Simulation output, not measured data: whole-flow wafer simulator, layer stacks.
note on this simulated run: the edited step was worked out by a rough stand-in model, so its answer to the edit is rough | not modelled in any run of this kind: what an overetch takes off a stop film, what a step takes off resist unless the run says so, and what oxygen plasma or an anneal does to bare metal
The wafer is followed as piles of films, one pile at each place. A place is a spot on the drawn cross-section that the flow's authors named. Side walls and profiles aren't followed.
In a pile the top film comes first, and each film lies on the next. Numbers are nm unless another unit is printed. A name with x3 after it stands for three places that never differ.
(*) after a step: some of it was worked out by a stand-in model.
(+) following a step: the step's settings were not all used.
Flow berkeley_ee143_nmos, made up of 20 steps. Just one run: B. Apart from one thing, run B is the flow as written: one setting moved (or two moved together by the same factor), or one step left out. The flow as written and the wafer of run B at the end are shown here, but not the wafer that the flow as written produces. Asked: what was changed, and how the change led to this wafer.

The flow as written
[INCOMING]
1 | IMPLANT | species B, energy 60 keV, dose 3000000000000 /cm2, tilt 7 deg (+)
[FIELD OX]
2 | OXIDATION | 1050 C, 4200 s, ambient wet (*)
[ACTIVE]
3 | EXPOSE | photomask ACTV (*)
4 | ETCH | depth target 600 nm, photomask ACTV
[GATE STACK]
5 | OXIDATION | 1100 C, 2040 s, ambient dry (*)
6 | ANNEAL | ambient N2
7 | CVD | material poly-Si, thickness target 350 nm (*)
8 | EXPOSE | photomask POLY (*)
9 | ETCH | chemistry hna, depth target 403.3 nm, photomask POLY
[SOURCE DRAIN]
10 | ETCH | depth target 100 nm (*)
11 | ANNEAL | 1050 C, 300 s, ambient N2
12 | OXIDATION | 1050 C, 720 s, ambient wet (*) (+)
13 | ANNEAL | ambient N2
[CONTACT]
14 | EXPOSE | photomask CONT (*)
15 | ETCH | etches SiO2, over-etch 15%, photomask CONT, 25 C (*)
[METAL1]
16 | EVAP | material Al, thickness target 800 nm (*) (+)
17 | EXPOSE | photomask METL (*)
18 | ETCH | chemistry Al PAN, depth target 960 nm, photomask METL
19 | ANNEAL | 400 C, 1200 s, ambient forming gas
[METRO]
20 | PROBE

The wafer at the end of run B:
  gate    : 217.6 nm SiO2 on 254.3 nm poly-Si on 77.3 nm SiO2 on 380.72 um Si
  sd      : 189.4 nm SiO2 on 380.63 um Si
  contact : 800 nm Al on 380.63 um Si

What caused this: step 5, OXIDATION: 1938 s was run, though the flow has 2040 s.

How this came from the change, step by step:
  5 | OXIDATION | 1100 C, 2040 s, ambient dry (*)
      gate, sd, contact: SiO2 gains 77.3 (new film), Si loses 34 (it would be, as written: SiO2 gains 79.7 (new film), Si loses 35.1)
      field: SiO2 gains 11, Si loses 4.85 (it would be, as written: SiO2 gains 11.6, Si loses 5.1)
  10 | ETCH | depth target 100 nm (*)
      sd, contact: SiO2 loses 77.3 (all of it) (it would be, as written: SiO2 loses 79.7 (all of it))
